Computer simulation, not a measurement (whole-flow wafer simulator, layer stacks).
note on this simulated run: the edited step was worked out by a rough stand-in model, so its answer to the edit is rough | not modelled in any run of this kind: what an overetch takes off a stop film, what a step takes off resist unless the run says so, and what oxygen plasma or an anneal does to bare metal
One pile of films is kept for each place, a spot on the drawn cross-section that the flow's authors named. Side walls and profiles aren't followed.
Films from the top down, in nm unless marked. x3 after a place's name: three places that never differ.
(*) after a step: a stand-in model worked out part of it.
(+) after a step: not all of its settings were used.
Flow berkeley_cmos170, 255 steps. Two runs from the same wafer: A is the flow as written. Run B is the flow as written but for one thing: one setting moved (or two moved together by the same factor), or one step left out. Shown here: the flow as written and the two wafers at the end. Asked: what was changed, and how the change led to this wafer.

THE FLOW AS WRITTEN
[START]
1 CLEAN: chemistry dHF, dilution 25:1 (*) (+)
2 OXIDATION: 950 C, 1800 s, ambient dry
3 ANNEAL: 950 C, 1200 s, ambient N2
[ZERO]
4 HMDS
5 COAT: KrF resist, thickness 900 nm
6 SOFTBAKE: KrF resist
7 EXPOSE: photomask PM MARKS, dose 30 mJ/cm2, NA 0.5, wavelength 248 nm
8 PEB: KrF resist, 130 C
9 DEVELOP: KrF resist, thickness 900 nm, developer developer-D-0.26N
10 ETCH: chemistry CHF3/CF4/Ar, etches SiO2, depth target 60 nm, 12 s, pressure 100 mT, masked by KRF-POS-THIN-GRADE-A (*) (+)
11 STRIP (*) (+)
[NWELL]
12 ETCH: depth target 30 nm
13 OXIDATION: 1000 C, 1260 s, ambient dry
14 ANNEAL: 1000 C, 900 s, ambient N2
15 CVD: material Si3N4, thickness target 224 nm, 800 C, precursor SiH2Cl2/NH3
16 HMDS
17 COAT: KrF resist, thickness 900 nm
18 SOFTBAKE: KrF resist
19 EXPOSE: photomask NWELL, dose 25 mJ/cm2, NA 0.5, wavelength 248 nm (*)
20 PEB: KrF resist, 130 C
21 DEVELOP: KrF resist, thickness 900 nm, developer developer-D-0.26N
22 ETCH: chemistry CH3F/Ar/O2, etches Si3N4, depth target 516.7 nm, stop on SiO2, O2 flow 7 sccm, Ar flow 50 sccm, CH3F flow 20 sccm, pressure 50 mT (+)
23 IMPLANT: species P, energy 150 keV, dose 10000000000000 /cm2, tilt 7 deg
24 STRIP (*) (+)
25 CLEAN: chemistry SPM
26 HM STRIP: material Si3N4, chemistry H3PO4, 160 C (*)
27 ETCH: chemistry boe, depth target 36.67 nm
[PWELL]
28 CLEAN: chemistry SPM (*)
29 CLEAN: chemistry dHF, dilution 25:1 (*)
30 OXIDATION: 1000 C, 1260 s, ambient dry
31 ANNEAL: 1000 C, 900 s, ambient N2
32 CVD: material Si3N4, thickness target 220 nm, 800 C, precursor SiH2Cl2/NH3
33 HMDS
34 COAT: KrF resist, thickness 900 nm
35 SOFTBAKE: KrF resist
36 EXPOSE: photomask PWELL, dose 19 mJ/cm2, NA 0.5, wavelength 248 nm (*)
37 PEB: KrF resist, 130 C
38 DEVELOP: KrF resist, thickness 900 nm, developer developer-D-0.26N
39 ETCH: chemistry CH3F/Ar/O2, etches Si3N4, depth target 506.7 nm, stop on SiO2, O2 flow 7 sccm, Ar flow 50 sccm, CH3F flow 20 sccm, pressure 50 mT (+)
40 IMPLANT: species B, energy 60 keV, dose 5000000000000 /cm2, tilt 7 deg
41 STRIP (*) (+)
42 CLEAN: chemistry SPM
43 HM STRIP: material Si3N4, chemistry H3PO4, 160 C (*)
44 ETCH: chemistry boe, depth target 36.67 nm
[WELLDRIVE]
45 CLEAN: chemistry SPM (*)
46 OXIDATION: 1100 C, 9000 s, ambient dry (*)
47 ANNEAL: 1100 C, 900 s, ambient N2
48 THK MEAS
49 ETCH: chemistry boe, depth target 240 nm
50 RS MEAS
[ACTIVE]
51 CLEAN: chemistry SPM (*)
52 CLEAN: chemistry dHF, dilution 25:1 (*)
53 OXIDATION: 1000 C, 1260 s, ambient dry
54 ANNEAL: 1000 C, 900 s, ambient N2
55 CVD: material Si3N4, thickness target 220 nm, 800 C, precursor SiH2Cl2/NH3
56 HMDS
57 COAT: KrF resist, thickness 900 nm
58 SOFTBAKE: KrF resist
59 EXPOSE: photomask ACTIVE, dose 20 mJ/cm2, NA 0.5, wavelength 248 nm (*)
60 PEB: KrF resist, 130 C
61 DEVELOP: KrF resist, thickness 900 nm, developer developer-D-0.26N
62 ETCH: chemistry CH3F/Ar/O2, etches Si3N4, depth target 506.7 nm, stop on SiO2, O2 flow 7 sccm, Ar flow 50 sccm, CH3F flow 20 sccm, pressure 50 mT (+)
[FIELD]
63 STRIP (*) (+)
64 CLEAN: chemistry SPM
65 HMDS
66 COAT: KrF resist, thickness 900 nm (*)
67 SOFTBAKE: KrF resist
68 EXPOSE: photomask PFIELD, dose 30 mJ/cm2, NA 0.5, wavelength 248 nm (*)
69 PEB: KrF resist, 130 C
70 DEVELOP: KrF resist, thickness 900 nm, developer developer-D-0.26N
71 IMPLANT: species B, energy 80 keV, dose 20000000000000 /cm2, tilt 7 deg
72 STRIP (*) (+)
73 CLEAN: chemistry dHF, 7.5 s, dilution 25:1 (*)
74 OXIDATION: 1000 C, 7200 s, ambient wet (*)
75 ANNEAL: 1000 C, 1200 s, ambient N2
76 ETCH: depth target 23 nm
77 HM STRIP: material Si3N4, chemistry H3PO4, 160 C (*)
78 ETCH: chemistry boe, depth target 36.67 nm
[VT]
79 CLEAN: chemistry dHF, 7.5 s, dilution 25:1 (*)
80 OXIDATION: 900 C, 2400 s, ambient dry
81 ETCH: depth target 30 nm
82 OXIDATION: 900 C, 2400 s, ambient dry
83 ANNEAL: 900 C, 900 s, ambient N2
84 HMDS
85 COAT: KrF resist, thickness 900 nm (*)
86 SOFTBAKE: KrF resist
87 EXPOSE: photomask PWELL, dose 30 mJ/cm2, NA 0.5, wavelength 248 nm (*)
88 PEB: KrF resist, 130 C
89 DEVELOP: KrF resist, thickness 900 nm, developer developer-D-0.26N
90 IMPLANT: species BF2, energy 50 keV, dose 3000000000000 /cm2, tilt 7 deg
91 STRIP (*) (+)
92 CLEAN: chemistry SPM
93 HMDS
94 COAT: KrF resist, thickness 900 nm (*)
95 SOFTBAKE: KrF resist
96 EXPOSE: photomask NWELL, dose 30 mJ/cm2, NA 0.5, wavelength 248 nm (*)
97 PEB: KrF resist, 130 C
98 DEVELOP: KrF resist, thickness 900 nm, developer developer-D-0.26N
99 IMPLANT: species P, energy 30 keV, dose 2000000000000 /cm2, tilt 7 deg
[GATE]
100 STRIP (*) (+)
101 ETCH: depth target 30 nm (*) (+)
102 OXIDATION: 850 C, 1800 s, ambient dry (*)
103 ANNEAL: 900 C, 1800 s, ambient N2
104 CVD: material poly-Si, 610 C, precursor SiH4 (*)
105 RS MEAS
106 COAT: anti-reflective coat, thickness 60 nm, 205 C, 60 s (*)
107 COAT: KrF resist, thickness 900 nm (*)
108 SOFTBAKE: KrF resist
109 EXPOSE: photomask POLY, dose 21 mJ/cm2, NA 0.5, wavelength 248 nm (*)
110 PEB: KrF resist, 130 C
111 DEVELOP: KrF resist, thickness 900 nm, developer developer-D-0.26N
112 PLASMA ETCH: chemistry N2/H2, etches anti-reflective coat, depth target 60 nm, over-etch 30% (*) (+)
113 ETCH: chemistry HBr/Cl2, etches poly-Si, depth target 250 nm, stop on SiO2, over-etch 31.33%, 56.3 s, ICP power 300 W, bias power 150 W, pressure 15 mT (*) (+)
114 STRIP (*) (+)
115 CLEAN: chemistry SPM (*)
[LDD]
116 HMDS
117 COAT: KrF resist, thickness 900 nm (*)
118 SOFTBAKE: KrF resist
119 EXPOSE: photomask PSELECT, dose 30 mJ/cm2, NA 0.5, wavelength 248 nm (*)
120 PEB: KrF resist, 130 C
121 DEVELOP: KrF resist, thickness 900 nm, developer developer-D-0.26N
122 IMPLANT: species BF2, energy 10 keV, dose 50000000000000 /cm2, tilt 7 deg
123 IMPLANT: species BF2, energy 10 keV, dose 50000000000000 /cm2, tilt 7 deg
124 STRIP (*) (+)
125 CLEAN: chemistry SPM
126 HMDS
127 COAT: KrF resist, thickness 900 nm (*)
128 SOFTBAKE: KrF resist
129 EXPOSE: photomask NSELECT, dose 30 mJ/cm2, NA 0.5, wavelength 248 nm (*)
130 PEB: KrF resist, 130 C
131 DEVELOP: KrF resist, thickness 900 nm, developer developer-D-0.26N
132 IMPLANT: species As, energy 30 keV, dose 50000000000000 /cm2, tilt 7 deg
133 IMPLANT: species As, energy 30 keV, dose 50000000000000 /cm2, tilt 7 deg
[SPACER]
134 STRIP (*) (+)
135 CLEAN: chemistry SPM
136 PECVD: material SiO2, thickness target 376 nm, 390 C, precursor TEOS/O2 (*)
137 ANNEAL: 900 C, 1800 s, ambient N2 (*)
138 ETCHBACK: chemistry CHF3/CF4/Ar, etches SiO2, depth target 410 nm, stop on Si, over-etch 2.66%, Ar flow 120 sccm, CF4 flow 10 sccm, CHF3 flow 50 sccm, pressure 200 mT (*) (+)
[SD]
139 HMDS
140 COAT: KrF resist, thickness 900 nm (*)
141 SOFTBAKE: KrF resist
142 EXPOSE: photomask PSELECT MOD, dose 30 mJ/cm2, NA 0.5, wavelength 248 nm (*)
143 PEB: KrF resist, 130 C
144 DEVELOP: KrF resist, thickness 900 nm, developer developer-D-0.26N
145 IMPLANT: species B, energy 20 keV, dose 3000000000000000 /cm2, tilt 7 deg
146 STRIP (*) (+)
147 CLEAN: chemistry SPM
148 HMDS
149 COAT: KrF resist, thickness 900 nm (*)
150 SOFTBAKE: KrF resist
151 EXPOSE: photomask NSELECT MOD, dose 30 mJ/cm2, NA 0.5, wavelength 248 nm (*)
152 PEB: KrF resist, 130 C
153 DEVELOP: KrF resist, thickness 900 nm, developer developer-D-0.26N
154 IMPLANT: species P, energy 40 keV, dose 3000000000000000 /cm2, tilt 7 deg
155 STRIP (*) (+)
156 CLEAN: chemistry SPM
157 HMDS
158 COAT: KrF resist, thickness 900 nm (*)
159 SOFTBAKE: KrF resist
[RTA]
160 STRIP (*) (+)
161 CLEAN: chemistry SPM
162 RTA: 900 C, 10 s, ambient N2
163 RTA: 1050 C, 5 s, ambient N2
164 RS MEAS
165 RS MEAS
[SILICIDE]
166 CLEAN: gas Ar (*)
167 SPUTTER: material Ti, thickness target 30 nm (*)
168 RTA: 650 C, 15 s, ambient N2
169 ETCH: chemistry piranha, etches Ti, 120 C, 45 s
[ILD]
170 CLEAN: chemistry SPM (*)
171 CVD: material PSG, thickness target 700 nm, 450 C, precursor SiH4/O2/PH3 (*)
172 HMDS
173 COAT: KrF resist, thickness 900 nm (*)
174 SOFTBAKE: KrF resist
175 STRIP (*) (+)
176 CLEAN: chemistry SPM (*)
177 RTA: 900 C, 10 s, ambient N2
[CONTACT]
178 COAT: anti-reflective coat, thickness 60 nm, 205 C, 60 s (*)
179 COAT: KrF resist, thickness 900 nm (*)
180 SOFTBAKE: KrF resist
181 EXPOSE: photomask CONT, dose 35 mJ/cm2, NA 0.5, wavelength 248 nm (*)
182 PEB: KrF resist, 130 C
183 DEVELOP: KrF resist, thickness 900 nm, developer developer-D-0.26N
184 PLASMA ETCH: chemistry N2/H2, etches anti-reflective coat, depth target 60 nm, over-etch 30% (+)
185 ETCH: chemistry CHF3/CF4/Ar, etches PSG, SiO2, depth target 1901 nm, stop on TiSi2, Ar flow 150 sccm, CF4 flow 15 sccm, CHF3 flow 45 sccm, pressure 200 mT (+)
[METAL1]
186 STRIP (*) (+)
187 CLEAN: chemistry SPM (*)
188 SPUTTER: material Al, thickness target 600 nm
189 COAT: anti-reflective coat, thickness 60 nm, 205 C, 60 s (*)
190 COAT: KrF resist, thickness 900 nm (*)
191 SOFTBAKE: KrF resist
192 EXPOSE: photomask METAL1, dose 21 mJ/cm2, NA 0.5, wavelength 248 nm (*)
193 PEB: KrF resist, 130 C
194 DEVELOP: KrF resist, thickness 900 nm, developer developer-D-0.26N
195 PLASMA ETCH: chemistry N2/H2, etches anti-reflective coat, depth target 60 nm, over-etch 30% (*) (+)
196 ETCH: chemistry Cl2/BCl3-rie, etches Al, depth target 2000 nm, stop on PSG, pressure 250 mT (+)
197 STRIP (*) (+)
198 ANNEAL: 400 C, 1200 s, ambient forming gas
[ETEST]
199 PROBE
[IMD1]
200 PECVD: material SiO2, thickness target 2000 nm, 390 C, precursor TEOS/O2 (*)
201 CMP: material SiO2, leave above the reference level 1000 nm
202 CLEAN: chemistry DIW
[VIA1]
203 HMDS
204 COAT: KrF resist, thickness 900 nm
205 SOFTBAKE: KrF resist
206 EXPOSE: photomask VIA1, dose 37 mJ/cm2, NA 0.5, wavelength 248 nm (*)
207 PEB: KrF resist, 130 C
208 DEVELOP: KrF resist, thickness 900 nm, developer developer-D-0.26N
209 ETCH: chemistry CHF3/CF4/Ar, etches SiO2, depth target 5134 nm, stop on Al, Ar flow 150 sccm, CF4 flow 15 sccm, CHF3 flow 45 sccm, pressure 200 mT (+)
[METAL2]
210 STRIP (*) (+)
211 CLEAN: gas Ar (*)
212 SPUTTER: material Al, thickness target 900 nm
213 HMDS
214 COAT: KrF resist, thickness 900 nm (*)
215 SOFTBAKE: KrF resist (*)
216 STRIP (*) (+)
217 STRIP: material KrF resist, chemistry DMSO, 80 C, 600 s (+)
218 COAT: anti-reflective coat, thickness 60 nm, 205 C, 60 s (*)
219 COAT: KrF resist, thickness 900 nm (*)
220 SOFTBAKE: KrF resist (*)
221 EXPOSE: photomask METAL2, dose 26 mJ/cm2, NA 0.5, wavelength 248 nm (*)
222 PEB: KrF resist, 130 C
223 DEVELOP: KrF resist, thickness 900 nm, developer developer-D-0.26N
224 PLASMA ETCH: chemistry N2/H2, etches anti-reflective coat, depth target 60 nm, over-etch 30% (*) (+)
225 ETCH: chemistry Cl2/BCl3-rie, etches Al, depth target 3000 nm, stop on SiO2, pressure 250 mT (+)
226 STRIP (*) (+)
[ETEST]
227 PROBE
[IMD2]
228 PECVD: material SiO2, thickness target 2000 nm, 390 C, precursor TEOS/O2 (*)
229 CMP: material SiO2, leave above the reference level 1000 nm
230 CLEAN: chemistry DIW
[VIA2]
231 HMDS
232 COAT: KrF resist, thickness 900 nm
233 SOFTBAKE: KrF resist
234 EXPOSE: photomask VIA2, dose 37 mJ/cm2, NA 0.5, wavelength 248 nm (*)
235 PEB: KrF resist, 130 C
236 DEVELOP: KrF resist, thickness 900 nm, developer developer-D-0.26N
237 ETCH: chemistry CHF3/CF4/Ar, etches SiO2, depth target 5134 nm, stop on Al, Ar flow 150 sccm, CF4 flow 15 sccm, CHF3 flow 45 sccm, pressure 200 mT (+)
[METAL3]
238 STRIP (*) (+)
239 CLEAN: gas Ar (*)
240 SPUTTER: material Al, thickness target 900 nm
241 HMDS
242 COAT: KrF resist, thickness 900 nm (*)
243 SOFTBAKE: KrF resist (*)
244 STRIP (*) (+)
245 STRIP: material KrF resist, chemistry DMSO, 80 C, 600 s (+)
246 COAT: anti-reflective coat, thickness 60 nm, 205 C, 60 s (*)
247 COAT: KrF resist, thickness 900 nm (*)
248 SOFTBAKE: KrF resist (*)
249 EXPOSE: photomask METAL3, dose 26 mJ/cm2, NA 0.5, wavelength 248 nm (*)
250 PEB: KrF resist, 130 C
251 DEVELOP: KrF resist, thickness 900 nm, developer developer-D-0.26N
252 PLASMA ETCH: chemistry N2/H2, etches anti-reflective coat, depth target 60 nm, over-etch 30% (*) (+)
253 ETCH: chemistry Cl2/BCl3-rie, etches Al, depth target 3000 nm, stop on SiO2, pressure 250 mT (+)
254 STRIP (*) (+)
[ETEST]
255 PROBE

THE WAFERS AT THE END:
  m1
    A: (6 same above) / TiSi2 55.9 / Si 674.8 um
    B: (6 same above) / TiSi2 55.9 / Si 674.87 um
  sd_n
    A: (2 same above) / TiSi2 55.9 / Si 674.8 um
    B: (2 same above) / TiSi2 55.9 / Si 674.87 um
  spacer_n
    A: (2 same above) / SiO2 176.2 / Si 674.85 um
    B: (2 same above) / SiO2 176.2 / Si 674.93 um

The cause: step 46, OXIDATION: 880 C was run, where the flow has 1100 C.

How the change led to this, step by step:
  46 OXIDATION: 1100 C, 9000 s, ambient dry (*)
      field, sd_n, spacer_n and 9 more: A SiO2 +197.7 (new film), chemical SiO2 -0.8 (all of it), Si -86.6 | B SiO2 +28.5 (new film), chemical SiO2 -0.8 (all of it), Si -12.2
  49 ETCH: chemistry boe, depth target 240 nm
      field, sd_n, spacer_n and 9 more: A SiO2 -197.7 (all of it) | B SiO2 -28.5 (all of it)
